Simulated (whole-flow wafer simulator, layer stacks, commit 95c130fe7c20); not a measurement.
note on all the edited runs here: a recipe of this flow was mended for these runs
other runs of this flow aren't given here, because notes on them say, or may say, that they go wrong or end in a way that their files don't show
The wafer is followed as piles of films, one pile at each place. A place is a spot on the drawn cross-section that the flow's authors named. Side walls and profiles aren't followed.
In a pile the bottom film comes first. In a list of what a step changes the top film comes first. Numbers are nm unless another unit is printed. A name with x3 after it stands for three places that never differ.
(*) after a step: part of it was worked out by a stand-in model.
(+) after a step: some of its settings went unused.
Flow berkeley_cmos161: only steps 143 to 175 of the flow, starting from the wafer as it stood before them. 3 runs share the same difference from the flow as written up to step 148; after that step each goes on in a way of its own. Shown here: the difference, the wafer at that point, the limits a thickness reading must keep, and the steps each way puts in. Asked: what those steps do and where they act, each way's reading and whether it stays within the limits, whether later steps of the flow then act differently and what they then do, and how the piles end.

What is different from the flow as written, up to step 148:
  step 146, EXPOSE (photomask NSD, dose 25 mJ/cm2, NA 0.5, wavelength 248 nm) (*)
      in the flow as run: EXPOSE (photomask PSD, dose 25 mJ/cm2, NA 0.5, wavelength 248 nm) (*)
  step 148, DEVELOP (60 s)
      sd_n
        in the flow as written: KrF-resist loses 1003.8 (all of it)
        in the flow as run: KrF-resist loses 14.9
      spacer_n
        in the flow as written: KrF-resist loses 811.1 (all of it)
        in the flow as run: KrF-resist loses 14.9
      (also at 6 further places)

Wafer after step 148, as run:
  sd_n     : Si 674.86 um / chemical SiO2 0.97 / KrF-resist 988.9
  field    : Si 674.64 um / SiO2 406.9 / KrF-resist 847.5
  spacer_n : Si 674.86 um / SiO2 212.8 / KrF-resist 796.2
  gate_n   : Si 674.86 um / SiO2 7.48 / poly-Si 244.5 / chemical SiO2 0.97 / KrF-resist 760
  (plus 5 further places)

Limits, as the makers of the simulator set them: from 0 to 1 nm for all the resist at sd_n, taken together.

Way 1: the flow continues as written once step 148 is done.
  The reading taken after step 148 is 988.9 nm, which is outside the limits.
  Steps further on in the flow that do not act as written (5 other steps are not shown; they differ only slightly, by no more than 2% or 0.5 nm, whichever is larger):
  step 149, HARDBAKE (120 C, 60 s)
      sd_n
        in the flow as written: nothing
        going this way: KrF-resist loses 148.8
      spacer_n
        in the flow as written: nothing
        going this way: KrF-resist loses 120
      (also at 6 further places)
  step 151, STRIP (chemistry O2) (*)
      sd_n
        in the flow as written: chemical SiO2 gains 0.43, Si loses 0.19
        going this way: KrF-resist loses 840.1 (all of it), chemical SiO2 gains 0.2, Si loses 0.09
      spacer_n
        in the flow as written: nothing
        going this way: KrF-resist loses 676.2 (all of it)
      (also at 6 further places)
  When the end is reached, the piles differ only a little from the flow's at the places that both follow, at most by 2% or 0.5 nm, whichever is larger.

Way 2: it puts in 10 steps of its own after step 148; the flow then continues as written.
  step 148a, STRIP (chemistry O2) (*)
      field
        KrF-resist loses 847.5 (all of it)
      sd_n
        KrF-resist loses 988.9 (all of it), chemical SiO2 gains 0.22, Si loses 0.1
      spacer_n
        KrF-resist loses 796.2 (all of it)
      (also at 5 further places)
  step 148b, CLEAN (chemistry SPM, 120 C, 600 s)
      alters no film at any place that is followed
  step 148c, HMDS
      alters no film at any place that is followed
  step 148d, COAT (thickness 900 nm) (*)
      field
        KrF-resist gains 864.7 (new film)
      sd_n
        KrF-resist gains 1006.2 (new film)
      spacer_n
        KrF-resist gains 813.1 (new film)
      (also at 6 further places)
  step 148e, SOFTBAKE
      alters no film at any place that is followed
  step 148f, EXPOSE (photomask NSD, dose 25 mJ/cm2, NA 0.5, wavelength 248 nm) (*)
      alters no film at any place that is followed
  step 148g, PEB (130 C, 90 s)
      field
        KrF-resist loses 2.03
      sd_n
        KrF-resist loses 2.41
      spacer_n
        KrF-resist loses 1.88
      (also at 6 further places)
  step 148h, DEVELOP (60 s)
      field, sd_p, spacer_p, gate_p
        KrF-resist loses 14.9
      sd_n
        KrF-resist loses 1003.7 (all of it)
      spacer_n
        KrF-resist loses 811.2 (all of it)
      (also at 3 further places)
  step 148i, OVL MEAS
      alters no film at any place that is followed
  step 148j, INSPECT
      alters no film at any place that is followed
  The reading taken after step 148j is 0 nm, which is within the limits.
  Later steps of the flow that are run all act as written at every place that is followed, up to a difference of at most 2% or 0.5 nm, whichever is larger.
  When the end is reached, the piles differ only a little from the flow's at the places that both follow, at most by 2% or 0.5 nm, whichever is larger.

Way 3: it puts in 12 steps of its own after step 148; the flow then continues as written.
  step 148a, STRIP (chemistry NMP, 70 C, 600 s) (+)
      field
        KrF-resist loses 847.5 (all of it)
      sd_n
        KrF-resist loses 988.9 (all of it)
      spacer_n
        KrF-resist loses 796.2 (all of it)
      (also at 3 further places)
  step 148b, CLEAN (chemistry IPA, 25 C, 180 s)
      alters no film at any place that is followed
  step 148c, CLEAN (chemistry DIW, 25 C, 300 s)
      alters no film at any place that is followed
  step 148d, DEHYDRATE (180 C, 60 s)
      alters no film at any place that is followed
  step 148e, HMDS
      alters no film at any place that is followed
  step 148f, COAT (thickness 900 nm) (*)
      field
        KrF-resist gains 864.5 (new film)
      sd_n
        KrF-resist gains 1006.2 (new film)
      spacer_n
        KrF-resist gains 813 (new film)
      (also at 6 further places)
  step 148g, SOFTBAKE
      alters no film at any place that is followed
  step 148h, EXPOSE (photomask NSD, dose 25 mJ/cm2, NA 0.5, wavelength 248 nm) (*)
      alters no film at any place that is followed
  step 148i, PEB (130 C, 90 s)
      field
        KrF-resist loses 2.03
      sd_n
        KrF-resist loses 2.41
      spacer_n
        KrF-resist loses 1.88
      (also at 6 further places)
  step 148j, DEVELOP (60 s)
      field, sd_p, spacer_p, gate_p
        KrF-resist loses 14.9
      sd_n
        KrF-resist loses 1003.8 (all of it)
      spacer_n
        KrF-resist loses 811.1 (all of it)
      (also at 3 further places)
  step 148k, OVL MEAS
      alters no film at any place that is followed
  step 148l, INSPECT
      alters no film at any place that is followed
  The reading taken after step 148l is 0 nm, which is within the limits.
  Later steps of the flow that are run all act as written at every place that is followed.
  By the end, the piles equal the flow's at every place that both follow.

Keeping within the limits: way 2, way 3. Outside them: way 1.
